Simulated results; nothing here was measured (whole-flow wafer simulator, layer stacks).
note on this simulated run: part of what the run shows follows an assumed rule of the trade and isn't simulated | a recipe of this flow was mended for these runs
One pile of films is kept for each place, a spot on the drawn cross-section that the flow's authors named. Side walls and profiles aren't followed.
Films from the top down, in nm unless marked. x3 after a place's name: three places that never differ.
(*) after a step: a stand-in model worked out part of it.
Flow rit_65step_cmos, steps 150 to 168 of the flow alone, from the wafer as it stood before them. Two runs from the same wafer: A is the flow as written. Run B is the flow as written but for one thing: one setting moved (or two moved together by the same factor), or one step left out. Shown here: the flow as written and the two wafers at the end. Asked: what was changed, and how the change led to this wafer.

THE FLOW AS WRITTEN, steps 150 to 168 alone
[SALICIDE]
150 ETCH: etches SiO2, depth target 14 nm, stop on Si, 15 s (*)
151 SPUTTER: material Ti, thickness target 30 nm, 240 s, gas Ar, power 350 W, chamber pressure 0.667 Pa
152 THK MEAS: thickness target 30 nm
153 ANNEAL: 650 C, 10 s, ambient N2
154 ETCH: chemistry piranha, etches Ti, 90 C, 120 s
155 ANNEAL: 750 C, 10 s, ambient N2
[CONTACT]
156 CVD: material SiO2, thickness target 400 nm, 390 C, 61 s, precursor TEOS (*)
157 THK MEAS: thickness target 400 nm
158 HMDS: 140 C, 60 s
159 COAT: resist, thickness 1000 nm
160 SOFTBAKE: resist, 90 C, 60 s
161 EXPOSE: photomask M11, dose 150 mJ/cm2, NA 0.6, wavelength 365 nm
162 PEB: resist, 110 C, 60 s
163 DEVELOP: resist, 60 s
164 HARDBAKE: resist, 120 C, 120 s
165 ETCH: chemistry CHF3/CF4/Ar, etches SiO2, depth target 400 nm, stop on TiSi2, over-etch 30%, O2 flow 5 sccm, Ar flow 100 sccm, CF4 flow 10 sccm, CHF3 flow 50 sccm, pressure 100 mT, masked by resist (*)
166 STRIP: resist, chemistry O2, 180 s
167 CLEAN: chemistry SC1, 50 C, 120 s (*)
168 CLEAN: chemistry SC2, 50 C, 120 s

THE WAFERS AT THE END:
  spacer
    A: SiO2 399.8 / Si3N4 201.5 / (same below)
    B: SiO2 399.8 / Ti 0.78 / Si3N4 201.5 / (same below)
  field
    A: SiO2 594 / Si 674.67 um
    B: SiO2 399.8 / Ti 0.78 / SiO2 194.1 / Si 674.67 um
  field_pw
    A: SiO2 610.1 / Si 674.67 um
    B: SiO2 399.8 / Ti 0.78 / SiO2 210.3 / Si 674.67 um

The cause: step 154, ETCH: 31 s was run, where the flow has 120 s.

How the change led to this, step by step:
  154 ETCH: chemistry piranha, etches Ti, 90 C, 120 s
      field, field_pw, field_nw, field_p, spacer, spacer_p: A Ti -30 (all of it) | B Ti -29.2
  156 CVD: material SiO2, thickness target 400 nm, 390 C, 61 s, precursor TEOS (*)
      field, field_pw, field_nw, field_p: A SiO2 +400 | B SiO2 +400 (new film)
Counting metal films that touch as one body, spacer has 1 body; the flow as written gives 0 bodies.
Counting metal films that touch as one body, field has 1 body; the flow as written gives 0 bodies.
Counting metal films that touch as one body, field_pw has 1 body; the flow as written gives 0 bodies.
